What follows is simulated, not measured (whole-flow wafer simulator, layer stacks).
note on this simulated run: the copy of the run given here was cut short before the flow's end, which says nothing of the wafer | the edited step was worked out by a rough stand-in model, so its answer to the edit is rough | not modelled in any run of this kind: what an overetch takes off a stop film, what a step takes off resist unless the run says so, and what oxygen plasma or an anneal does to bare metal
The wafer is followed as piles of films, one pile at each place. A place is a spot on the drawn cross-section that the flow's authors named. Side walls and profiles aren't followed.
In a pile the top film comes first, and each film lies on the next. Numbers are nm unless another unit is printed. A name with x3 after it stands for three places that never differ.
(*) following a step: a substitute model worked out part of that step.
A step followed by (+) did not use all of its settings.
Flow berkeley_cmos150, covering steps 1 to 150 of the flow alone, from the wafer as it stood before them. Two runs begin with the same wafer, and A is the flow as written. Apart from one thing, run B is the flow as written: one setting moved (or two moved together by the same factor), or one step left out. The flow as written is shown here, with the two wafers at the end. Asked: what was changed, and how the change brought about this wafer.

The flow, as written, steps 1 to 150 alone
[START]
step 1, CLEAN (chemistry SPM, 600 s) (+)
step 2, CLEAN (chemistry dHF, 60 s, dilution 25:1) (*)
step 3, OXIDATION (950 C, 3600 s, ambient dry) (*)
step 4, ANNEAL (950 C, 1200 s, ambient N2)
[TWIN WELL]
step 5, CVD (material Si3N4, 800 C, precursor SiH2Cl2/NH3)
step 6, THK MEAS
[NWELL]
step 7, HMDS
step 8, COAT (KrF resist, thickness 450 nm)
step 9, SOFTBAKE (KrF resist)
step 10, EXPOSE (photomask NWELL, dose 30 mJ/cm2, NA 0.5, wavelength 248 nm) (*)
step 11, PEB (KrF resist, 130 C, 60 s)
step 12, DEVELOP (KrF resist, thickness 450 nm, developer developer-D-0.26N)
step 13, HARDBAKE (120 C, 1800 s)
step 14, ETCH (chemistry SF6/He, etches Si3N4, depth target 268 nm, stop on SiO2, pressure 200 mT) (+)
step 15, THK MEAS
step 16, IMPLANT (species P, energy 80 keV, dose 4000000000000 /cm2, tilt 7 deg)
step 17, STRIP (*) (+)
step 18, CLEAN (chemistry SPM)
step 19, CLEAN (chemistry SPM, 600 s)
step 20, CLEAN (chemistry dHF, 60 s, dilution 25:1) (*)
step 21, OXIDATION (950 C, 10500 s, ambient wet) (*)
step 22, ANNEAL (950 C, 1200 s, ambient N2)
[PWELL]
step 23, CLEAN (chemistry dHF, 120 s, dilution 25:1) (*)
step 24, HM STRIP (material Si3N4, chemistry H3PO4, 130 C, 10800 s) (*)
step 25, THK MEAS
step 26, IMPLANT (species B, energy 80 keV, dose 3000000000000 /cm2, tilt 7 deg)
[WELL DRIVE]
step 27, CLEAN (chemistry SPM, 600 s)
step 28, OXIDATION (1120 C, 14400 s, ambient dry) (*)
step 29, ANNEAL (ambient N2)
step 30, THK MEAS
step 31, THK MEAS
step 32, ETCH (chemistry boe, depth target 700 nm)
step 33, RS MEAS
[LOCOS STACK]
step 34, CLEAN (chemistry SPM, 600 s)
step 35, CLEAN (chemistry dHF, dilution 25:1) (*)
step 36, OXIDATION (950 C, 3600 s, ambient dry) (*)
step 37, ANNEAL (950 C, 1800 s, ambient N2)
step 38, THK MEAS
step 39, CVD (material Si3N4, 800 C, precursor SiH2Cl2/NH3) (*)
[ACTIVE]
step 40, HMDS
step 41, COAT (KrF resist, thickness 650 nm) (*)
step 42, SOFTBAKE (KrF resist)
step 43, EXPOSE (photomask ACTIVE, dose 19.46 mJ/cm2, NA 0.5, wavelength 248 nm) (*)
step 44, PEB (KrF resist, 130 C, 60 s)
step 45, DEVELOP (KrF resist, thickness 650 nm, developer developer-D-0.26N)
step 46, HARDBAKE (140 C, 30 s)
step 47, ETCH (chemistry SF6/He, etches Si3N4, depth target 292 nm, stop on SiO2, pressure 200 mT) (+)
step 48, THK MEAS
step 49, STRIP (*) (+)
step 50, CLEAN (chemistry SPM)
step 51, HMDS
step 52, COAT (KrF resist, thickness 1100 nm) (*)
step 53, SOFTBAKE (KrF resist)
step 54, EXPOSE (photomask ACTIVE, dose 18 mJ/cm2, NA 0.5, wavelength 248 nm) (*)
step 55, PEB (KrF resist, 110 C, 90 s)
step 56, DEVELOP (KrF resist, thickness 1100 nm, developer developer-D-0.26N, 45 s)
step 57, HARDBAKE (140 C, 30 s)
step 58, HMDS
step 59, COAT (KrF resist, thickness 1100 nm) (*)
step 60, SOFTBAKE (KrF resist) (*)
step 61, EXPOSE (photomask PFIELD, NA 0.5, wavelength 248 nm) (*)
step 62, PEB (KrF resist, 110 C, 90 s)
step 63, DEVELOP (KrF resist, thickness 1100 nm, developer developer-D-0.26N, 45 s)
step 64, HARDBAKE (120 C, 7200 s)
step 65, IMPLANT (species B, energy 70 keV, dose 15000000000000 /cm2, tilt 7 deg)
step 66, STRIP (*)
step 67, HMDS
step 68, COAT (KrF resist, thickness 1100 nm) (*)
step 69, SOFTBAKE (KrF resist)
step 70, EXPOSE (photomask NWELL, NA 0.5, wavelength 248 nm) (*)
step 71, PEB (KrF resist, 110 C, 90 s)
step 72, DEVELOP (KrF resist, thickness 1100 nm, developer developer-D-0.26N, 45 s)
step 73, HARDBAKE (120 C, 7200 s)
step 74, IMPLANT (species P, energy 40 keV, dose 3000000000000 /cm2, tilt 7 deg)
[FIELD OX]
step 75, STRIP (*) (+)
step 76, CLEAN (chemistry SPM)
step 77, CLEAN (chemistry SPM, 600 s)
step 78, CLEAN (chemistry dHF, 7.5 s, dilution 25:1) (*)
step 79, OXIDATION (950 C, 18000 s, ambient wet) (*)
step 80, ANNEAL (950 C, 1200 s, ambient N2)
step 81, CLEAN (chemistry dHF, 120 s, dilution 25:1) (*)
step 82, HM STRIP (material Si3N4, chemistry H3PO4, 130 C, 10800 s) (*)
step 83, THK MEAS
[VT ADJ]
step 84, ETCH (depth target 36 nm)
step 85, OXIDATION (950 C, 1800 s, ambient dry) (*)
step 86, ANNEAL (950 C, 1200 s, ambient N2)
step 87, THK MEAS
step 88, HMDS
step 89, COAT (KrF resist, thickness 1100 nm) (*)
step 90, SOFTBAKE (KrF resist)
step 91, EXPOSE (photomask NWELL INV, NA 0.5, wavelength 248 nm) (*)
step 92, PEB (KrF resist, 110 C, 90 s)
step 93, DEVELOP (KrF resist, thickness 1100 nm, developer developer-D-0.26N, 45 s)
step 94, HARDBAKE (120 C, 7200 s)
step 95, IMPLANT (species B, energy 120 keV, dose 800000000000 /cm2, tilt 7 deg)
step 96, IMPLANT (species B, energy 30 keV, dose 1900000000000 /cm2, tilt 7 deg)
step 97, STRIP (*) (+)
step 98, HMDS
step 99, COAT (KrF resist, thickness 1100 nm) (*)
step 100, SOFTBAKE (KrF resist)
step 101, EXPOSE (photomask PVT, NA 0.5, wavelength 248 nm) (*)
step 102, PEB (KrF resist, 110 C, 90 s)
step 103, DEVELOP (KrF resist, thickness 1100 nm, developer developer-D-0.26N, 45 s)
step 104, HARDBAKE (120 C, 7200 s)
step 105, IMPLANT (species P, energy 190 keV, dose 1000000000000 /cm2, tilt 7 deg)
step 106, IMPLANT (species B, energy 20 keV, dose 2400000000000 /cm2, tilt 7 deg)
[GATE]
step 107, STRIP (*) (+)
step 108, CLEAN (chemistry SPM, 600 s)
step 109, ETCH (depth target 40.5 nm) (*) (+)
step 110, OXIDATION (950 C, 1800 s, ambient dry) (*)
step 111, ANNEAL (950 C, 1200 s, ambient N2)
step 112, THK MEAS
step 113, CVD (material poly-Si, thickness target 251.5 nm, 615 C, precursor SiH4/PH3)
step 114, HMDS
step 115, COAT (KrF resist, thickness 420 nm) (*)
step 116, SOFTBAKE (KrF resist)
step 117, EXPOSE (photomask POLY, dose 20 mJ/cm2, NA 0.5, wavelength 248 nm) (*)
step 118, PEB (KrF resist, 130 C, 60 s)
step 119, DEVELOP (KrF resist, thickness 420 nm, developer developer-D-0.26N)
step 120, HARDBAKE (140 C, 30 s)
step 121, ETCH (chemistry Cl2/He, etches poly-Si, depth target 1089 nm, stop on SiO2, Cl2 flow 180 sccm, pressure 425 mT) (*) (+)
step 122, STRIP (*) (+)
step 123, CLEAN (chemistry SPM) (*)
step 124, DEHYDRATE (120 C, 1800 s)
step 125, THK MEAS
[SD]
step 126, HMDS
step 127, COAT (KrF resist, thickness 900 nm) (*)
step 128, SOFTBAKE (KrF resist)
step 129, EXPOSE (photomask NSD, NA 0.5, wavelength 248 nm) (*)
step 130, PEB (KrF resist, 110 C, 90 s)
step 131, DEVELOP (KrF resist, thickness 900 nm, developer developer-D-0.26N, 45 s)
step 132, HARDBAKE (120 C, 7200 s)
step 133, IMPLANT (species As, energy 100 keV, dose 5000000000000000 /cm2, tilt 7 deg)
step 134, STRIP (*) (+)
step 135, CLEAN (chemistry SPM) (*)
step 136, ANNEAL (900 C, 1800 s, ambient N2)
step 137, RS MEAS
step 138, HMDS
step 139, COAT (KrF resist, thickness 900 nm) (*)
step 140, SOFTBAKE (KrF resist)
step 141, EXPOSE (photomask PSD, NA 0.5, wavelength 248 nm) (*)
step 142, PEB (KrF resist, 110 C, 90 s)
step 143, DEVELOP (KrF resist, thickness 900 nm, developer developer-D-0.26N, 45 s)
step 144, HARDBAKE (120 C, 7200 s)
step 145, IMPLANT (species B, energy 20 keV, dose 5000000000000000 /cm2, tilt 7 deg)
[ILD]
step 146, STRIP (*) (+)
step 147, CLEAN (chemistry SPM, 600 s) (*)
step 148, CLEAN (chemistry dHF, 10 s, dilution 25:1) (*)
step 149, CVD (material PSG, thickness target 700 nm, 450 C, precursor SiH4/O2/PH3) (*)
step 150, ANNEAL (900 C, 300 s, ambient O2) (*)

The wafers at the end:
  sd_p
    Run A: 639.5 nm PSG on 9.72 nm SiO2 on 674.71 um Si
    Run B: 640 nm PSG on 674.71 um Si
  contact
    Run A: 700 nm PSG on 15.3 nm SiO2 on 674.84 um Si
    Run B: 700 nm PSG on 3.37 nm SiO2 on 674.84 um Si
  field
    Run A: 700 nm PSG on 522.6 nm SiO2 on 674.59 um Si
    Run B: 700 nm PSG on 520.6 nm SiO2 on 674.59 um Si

The reason: step 110, OXIDATION: 862 C was run, though the flow has 950 C.

Step by step, how the change led to this:
  step 110, OXIDATION (950 C, 1800 s, ambient dry) (*)
      sd_n, gate_n, sd_p, gate_p, contact, m1: A SiO2 gains 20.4 (new film), Si loses 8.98 | B SiO2 gains 8.47 (new film), Si loses 3.73
      field, field_p: A SiO2 gains 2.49, Si loses 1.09 | B SiO2 gains 0.56, Si loses 0.24
  step 148, CLEAN (chemistry dHF, 10 s, dilution 25:1) (*)
      sd_p: A SiO2 loses 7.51 | B SiO2 loses 5.29 (all of it)
